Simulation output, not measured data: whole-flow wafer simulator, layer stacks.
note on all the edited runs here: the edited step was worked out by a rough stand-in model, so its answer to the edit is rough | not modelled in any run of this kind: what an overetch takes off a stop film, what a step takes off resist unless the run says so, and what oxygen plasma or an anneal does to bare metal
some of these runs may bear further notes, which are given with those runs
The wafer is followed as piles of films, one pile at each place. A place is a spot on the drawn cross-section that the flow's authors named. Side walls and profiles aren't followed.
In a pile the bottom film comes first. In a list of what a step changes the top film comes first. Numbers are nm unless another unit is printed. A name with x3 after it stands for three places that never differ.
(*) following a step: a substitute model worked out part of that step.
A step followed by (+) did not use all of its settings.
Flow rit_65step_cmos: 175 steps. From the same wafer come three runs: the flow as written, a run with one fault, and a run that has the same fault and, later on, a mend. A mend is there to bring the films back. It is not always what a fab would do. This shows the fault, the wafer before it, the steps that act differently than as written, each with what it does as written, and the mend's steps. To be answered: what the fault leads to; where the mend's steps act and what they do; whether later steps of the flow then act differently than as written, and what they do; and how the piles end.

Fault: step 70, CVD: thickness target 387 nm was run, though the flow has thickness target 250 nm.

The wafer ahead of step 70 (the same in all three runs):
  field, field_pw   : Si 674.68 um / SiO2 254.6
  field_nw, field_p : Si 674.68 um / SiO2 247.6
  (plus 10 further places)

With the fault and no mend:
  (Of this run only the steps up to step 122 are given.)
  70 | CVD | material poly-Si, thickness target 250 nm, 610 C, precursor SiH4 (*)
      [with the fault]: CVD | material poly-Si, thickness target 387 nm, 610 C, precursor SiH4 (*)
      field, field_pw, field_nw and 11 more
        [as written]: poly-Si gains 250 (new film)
        [with the fault]: poly-Si gains 387 (new film)
  Steps later in the flow that act otherwise than as written (not shown: 3 more steps that differ only slightly, by at most 2% or 0.5 nm, whichever is larger):
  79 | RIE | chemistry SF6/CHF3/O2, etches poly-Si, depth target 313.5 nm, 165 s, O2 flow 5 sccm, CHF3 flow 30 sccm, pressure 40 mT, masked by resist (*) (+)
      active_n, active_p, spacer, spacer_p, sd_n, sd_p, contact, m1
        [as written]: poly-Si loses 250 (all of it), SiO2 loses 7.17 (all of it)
        [with the fault]: poly-Si loses 313.5
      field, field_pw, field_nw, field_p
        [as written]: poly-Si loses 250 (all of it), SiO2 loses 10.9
        [with the fault]: poly-Si loses 313.5
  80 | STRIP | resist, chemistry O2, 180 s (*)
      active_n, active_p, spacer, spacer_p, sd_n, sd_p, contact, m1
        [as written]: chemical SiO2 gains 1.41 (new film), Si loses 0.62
        [with the fault]: chemical SiO2 gains 1.41 (new film), poly-Si loses 0.62
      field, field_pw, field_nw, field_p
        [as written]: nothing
        [with the fault]: chemical SiO2 gains 1.41 (new film), poly-Si loses 0.62
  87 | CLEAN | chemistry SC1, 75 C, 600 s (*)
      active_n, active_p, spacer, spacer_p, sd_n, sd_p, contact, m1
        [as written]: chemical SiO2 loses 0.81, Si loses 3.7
        [with the fault]: chemical SiO2 loses 0.81, poly-Si loses 3.7
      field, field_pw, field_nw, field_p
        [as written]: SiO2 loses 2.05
        [with the fault]: chemical SiO2 loses 0.81, poly-Si loses 3.7
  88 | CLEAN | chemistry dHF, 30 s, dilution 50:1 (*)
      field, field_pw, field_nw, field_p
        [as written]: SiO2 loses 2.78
        [with the fault]: chemical SiO2 loses 0.6 (all of it)
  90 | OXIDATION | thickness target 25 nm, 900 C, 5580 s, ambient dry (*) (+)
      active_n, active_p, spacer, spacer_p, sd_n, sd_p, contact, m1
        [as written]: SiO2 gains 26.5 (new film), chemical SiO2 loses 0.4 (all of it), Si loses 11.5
        [with the fault]: SiO2 gains 28.9 (new film), chemical SiO2 loses 0.4 (all of it), poly-Si loses 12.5
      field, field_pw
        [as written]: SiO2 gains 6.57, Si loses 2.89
        [with the fault]: SiO2 gains 28.9 (new film), chemical SiO2 loses 0.4 (all of it), poly-Si loses 12.5
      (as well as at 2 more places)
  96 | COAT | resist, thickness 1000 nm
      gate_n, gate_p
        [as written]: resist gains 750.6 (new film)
        [with the fault]: resist gains 700.9 (new film)
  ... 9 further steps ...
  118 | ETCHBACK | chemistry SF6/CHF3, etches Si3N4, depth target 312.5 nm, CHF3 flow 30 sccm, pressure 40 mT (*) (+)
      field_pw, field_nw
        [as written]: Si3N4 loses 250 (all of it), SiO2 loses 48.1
        [with the fault]: Si3N4 loses 250 (all of it), SiO2 loses 24.1 (all of it), poly-Si loses 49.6
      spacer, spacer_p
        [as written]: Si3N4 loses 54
        [with the fault]: Si3N4 gains 0.96
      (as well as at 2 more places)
  Once step 122 is done, the piles at field, field_pw, field_nw, field_p, gate_n, gate_p, spacer, spacer_p depart from the flow's by more than 2% or 0.5 nm, whichever is larger.
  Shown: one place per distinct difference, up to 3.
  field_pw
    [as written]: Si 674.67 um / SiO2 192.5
    [with the fault]: Si 674.68 um / SiO2 254.6 / poly-Si 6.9
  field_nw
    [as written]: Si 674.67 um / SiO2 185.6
    [with the fault]: Si 674.68 um / SiO2 247.6 / poly-Si 6.9
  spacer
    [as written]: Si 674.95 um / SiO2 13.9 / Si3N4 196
    [with the fault]: Si 674.97 um / SiO2 7.17 / poly-Si 56.5 / SiO2 16.3 / Si3N4 251

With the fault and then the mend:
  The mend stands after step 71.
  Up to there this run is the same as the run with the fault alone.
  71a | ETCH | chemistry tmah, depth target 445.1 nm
      field, field_pw, field_nw and 11 more
        poly-Si loses 387 (all of it)
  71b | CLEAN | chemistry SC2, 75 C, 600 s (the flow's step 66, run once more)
      does not change any film at any place that is followed
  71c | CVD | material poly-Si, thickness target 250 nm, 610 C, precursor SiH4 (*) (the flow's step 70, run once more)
      field, field_pw, field_nw and 11 more
        poly-Si gains 250 (new film)
  None of the later steps of the flow acts differently than as written at any place that is followed.
  The piles end the same as the flow's at every place that both follow.
